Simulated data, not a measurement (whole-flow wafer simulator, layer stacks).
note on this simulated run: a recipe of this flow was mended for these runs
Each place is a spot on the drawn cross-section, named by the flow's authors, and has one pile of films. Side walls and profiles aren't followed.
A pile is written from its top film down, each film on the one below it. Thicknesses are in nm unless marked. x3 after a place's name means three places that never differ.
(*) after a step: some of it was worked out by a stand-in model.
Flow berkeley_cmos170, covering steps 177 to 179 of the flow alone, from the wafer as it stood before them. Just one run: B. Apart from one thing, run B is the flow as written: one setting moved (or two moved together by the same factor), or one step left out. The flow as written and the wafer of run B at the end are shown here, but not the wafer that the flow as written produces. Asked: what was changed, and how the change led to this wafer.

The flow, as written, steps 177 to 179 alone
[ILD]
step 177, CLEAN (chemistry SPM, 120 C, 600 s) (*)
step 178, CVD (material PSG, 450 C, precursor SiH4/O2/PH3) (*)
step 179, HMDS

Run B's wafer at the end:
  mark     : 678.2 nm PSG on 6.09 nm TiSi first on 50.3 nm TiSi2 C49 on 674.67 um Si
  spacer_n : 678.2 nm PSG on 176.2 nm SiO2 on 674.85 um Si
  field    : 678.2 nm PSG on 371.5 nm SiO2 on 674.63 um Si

Cause: step 178, CVD: 445 C was run, while the flow as written has 450 C.

The path from the change to this, step by step:
  step 178, CVD (material PSG, 450 C, precursor SiH4/O2/PH3) (*)
      field, mark, sd_n and 10 more: +678.2 PSG (new film) (it would be, as written: +700 PSG (new film))
